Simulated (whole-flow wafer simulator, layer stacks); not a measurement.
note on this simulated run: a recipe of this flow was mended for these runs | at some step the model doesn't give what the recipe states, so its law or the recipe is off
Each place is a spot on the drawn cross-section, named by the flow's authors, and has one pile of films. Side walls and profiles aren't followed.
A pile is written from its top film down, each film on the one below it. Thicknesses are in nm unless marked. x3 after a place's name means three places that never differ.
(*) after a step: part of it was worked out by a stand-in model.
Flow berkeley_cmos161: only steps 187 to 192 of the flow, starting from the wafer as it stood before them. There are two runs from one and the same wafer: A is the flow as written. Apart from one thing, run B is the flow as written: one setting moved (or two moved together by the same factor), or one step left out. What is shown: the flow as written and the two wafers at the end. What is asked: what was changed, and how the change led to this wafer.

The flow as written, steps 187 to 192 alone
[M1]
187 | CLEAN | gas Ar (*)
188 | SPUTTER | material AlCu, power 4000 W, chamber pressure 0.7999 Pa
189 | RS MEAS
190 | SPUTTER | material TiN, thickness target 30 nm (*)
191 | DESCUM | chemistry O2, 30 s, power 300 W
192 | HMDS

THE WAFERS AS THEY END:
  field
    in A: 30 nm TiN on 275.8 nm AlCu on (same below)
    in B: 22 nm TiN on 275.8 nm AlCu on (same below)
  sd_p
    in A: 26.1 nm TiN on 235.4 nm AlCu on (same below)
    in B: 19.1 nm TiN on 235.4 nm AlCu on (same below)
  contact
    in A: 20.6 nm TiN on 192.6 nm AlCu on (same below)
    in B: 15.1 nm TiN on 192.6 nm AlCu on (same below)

The reason: step 190, SPUTTER: thickness target 22 nm was run, whereas the flow has thickness target 30 nm.
The wafer lets one read it off: field has TiN 22, and step 190 as written asks for 30 nm.

The path from the change to this, step by step:
  190 | SPUTTER | material TiN, thickness target 30 nm (*)
      field, sd_n, spacer_n, gate_n, spacer_p, gate_p, m1: A +30 TiN (new film) | B +22 TiN (new film)
      sd_p: A +26.1 TiN (new film) | B +19.1 TiN (new film)
      (and at 1 other place as well)
